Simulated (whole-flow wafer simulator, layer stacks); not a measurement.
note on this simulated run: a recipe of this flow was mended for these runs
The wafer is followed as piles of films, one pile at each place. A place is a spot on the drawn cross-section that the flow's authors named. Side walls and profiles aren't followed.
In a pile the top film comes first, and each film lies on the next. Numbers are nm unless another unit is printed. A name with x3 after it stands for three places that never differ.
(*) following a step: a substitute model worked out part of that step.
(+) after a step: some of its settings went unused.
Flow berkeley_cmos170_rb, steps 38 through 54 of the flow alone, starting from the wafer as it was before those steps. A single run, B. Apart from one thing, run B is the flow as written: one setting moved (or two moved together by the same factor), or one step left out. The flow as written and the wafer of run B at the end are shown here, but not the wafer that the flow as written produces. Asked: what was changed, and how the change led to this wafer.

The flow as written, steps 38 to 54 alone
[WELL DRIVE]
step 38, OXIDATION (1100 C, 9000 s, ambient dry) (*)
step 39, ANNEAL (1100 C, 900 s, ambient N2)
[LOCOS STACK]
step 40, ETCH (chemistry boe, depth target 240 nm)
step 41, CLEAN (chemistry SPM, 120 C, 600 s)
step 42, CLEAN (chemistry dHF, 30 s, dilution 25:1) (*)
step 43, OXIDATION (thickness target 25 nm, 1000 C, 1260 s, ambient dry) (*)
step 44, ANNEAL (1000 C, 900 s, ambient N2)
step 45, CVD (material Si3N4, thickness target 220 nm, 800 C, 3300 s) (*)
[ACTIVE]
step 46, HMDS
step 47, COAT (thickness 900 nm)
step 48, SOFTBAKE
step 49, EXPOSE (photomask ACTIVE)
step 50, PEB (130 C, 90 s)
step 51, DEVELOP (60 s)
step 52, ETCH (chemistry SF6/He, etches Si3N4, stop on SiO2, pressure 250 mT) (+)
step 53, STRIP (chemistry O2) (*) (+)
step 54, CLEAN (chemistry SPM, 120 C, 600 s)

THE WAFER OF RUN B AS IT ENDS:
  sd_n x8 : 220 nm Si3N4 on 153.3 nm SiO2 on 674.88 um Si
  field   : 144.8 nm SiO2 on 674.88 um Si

What caused this: step 40, ETCH: depth target 48 nm was run, though the flow has depth target 240 nm.

Step by step, how the change led to this:
  step 40, ETCH (chemistry boe, depth target 240 nm)
      field, sd_n x8: -48 SiO2 (in the flow as written it would be: -197.6 SiO2 (all of it))
  step 41, CLEAN (chemistry SPM, 120 C, 600 s)
      field, sd_n x8: nothing (in the flow as written it would be: +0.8 chemical SiO2 (new film), -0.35 Si)
  step 42, CLEAN (chemistry dHF, 30 s, dilution 25:1) (*)
      field, sd_n x8: -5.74 SiO2 (in the flow as written it would be: -0.8 chemical SiO2 (all of it))
  step 43, OXIDATION (thickness target 25 nm, 1000 C, 1260 s, ambient dry) (*)
      field, sd_n x8: +9.4 SiO2, -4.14 Si (in the flow as written it would be: +26.6 SiO2 (new film), -11.7 Si)
